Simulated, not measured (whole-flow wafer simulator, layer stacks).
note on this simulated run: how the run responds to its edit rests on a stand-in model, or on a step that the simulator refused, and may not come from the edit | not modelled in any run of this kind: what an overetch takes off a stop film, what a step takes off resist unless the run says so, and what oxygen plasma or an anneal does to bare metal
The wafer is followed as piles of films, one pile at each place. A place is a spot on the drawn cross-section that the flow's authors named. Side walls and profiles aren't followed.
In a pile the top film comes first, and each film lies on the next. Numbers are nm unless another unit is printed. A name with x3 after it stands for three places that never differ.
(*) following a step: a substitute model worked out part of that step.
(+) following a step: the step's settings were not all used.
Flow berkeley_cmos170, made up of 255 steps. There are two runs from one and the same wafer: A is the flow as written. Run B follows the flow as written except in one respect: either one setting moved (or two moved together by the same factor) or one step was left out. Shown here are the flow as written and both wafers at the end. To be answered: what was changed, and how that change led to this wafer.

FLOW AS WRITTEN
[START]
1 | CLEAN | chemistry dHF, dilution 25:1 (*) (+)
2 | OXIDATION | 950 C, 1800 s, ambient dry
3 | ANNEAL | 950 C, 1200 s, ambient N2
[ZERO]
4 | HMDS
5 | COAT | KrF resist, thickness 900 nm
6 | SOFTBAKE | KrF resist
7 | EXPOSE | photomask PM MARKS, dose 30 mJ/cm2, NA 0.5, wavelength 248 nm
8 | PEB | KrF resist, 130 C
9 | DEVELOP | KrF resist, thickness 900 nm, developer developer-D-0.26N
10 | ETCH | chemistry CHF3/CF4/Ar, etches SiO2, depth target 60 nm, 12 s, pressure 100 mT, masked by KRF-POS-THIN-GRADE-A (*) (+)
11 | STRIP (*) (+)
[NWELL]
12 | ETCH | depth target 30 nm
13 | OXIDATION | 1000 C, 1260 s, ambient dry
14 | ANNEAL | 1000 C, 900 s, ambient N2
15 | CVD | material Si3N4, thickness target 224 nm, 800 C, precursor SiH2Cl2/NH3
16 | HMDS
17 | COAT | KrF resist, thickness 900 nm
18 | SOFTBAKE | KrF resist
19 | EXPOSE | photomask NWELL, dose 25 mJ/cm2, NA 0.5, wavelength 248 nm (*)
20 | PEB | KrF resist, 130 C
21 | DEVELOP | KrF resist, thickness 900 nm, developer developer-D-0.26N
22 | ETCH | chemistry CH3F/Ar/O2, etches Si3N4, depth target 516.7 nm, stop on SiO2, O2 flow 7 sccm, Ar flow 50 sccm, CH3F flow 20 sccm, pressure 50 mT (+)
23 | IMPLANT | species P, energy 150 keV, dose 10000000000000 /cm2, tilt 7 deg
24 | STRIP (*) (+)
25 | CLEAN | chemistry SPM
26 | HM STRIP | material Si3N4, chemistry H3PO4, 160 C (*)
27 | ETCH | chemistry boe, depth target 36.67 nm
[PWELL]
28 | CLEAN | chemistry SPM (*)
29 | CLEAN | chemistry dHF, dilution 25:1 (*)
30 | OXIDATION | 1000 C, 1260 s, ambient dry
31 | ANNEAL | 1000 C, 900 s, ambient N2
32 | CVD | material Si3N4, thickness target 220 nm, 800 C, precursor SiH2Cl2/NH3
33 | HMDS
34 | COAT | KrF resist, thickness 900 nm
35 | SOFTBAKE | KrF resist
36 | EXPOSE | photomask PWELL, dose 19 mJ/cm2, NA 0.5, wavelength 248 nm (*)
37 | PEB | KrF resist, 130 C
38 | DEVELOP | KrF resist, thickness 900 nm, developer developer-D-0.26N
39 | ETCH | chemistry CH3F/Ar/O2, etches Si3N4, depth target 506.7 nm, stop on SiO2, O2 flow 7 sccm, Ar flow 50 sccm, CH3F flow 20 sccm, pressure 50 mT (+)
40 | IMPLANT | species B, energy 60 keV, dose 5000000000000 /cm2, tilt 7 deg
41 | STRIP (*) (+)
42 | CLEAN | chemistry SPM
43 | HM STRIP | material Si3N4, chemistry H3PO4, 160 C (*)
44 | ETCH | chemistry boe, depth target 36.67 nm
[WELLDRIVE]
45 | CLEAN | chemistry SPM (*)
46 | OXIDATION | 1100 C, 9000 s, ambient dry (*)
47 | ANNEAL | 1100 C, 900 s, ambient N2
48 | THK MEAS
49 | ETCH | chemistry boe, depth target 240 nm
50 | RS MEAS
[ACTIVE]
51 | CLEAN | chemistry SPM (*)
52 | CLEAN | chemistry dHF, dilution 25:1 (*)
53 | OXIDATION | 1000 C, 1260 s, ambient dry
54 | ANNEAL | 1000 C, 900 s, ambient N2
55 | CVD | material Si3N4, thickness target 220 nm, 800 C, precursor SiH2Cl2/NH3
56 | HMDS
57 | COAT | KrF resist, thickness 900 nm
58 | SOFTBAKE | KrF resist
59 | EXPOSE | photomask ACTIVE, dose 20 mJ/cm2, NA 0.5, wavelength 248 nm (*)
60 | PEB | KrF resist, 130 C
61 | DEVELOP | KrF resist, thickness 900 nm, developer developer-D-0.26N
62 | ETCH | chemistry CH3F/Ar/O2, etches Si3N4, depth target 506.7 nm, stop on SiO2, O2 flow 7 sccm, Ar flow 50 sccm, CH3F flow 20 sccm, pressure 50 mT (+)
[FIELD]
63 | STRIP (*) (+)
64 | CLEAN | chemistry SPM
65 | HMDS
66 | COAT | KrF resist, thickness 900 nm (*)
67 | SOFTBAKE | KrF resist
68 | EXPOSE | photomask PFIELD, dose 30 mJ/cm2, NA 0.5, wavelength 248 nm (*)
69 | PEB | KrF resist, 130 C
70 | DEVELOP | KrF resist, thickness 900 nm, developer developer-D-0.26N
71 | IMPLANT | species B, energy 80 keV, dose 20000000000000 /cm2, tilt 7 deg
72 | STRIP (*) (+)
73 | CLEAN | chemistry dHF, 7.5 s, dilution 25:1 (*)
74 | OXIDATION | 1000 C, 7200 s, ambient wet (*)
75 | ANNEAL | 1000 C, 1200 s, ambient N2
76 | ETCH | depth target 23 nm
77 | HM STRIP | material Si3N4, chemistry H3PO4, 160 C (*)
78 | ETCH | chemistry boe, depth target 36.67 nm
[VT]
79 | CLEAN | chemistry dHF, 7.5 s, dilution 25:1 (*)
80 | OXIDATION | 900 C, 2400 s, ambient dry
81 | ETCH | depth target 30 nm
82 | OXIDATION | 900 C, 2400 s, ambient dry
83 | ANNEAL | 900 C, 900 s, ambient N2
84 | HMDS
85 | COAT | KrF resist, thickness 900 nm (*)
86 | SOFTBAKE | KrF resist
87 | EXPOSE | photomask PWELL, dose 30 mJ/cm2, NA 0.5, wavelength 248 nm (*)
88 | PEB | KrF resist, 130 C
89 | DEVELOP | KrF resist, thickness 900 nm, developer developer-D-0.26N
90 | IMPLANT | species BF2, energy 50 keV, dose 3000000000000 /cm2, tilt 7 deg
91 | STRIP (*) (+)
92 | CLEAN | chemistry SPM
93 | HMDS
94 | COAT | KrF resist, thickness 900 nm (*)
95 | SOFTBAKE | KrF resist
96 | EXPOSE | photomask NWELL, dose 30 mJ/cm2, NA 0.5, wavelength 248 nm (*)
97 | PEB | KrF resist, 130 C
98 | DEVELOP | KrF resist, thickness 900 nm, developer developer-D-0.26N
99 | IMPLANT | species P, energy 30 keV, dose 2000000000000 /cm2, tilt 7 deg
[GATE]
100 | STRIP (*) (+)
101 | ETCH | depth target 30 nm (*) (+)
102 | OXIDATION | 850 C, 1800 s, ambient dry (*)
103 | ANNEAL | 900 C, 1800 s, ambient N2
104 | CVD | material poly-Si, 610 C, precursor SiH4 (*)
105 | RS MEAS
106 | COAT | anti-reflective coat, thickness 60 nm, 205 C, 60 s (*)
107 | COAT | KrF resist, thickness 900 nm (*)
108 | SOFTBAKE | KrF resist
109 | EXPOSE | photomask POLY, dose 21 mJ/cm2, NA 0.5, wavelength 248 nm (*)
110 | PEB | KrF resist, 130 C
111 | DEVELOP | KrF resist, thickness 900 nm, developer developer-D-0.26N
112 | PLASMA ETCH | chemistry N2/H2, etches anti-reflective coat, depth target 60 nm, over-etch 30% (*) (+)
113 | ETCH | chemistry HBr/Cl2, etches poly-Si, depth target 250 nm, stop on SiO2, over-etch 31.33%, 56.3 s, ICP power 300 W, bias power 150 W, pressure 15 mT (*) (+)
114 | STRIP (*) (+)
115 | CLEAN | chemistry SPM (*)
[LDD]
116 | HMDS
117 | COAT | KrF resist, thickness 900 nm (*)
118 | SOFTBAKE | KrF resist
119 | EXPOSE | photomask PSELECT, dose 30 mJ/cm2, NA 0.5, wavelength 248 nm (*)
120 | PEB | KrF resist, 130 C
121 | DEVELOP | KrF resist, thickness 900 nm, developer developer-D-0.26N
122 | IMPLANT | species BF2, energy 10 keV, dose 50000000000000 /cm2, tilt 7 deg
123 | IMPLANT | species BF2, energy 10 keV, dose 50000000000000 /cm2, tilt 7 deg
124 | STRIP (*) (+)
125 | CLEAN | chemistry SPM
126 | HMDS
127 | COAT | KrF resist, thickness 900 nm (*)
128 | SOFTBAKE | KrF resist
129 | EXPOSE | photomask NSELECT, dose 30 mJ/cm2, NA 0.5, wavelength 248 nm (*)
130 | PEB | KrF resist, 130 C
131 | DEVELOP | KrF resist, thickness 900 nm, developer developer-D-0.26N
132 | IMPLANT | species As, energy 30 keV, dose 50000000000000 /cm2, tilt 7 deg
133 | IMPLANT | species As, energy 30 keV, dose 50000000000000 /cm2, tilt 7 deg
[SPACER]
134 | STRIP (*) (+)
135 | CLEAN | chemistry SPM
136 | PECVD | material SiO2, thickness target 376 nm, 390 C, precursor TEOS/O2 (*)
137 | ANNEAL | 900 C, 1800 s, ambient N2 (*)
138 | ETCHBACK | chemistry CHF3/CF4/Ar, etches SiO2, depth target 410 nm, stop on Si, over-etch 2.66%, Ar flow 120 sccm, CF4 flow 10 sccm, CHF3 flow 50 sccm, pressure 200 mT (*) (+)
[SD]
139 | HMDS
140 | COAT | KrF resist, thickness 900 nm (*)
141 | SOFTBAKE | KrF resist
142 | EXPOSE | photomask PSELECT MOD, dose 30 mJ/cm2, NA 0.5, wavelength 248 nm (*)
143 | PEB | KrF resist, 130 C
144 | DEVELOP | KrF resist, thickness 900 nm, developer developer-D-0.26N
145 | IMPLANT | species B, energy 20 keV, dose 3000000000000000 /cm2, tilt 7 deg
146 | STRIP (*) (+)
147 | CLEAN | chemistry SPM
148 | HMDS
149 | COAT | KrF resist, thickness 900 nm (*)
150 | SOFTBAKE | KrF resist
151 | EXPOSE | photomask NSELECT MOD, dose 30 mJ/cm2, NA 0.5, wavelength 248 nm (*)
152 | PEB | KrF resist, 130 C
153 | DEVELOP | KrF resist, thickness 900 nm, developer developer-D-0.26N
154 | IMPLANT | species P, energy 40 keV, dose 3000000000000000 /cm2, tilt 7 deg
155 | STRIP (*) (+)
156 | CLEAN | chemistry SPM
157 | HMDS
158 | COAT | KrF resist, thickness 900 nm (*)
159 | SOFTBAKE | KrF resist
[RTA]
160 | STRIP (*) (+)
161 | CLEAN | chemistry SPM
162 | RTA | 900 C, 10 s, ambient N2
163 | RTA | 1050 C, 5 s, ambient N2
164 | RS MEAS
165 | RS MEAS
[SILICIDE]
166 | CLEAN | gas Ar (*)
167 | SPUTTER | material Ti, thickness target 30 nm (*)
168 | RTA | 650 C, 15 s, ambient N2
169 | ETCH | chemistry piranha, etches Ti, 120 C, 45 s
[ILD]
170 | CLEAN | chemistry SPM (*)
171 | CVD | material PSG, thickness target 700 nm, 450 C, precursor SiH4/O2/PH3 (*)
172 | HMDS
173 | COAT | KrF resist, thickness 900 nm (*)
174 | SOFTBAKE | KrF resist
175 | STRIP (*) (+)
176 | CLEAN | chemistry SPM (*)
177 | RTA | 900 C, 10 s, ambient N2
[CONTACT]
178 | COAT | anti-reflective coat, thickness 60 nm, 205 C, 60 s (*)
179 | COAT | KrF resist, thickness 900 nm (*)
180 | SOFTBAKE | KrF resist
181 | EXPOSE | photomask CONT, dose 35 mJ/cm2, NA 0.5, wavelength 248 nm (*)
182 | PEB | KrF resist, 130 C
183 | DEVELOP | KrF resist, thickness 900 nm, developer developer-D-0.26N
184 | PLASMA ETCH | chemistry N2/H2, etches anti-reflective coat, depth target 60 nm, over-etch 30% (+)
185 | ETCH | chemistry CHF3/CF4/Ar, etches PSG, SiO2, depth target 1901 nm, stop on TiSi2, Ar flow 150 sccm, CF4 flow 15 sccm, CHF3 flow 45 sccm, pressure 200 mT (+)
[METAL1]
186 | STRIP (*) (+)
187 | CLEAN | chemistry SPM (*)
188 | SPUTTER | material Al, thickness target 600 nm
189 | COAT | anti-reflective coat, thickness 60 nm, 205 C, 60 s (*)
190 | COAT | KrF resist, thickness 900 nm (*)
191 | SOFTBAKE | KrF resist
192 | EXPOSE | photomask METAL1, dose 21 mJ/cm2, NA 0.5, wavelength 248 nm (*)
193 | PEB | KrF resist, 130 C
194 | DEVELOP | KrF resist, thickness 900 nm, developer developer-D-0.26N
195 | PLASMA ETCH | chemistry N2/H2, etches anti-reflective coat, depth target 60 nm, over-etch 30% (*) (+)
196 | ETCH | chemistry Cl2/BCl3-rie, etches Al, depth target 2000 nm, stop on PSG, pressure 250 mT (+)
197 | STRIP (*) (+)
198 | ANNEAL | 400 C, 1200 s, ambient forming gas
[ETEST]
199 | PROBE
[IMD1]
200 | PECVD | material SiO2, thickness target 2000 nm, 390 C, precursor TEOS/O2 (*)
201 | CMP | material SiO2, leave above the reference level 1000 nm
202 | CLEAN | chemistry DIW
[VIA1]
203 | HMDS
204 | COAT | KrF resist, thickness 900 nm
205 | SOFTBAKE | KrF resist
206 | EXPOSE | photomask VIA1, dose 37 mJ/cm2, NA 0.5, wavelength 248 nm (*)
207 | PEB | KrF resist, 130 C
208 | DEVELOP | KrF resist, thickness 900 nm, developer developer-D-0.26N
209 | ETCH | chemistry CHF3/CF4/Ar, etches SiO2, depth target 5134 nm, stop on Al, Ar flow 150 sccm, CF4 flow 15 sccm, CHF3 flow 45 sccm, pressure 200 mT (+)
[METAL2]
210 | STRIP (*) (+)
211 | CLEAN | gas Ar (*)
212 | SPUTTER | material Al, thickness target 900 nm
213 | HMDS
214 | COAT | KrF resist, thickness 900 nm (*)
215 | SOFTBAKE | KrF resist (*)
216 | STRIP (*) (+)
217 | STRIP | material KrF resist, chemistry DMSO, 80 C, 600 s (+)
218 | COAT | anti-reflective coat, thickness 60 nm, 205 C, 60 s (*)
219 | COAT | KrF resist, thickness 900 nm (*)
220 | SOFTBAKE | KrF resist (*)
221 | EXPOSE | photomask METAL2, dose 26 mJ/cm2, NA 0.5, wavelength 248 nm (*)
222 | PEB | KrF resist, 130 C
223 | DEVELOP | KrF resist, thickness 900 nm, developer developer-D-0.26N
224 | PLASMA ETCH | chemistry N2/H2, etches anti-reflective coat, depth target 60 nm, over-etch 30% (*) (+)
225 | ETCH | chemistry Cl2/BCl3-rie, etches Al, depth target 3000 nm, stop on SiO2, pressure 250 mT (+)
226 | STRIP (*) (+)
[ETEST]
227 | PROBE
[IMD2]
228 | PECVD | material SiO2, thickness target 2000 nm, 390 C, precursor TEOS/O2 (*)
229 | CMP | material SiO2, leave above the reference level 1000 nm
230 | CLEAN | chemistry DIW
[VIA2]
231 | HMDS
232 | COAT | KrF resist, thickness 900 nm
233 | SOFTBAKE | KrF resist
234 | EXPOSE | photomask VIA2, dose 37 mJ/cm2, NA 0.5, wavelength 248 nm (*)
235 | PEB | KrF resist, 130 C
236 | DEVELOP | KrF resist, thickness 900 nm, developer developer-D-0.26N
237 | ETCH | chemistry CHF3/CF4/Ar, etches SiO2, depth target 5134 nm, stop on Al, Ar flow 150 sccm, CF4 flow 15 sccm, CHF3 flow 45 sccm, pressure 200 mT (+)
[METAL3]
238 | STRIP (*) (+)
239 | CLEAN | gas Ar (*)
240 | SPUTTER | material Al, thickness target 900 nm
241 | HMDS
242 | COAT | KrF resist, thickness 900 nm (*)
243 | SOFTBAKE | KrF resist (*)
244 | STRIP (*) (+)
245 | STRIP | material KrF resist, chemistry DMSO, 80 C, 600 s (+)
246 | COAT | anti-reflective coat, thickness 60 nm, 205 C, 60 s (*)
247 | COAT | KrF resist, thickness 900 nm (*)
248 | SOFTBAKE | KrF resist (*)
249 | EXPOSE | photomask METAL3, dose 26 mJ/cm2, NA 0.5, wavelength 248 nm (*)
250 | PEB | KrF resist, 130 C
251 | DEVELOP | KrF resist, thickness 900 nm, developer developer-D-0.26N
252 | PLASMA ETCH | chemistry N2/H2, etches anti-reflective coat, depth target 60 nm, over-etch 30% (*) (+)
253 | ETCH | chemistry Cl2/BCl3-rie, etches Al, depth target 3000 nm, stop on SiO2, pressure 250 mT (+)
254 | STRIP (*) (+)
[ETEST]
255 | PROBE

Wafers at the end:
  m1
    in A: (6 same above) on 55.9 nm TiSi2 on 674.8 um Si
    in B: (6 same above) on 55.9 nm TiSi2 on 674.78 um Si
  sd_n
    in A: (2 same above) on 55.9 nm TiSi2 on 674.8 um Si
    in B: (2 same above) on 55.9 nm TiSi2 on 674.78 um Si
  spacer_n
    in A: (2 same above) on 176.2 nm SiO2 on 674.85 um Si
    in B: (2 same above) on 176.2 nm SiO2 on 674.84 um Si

Cause: step 2, OXIDATION: 1097 C was run, though the flow has 950 C.

How this came from the change, step by step:
  2 | OXIDATION | 950 C, 1800 s, ambient dry
      field, sd_n, spacer_n and 9 more: A +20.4 SiO2 (new film), -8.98 Si | B +72.3 SiO2 (new film), -31.8 Si
  12 | ETCH | depth target 30 nm
      field, sd_n, spacer_n and 9 more: A -20.4 SiO2 (all of it) | B -30 SiO2
  13 | OXIDATION | 1000 C, 1260 s, ambient dry
      field, sd_n, spacer_n and 9 more: A +26.6 SiO2 (new film), -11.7 Si | B +11.9 SiO2, -5.25 Si
  27 | ETCH | chemistry boe, depth target 36.67 nm
      field, sd_n, spacer_n and 6 more: A -24.5 SiO2 (all of it) | B -36.7 SiO2
      sd_p, spacer_p, gate_p: A -13.5 SiO2 (all of it) | B -36.7 SiO2
  28 | CLEAN | chemistry SPM (*)
      field, sd_n, spacer_n and 9 more: A +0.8 chemical SiO2 (new film), -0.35 Si | B nothing
  29 | CLEAN | chemistry dHF, dilution 25:1 (*)
      field, sd_n, spacer_n and 6 more: A -0.8 chemical SiO2 (all of it) | B -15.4 SiO2 (all of it)
      sd_p, spacer_p, gate_p: A -0.8 chemical SiO2 (all of it) | B -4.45 SiO2 (all of it)
